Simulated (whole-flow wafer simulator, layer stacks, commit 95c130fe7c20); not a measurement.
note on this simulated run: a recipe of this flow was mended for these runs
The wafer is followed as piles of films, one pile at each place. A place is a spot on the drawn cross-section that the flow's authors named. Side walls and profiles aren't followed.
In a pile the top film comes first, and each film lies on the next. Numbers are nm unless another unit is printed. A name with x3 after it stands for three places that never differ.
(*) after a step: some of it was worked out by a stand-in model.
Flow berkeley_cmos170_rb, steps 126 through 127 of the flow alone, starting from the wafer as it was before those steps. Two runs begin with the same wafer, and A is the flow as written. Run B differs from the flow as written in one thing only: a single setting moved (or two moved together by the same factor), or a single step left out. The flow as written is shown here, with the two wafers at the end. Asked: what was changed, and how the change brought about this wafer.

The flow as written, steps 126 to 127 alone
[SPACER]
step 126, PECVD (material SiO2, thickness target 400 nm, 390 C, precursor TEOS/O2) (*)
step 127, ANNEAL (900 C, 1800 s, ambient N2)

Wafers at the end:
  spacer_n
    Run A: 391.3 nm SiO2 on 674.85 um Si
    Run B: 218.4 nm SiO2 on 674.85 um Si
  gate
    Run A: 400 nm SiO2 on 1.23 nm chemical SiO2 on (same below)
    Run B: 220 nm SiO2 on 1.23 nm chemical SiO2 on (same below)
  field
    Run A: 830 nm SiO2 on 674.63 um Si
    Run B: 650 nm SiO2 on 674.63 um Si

The reason: step 126, PECVD: thickness target 220 nm was run, though the flow has thickness target 400 nm.
The wafer lets one read it off: gate has SiO2 220, and step 126 as written asks for 400 nm.

How this came from the change, step by step:
  step 126, PECVD (material SiO2, thickness target 400 nm, 390 C, precursor TEOS/O2) (*)
      field, sd_n, contact, m1: A SiO2 gains 400 | B SiO2 gains 220
      spacer_n, sd_p, spacer_p: A SiO2 gains 385.3 | B SiO2 gains 212.4
      (also at 2 further places)
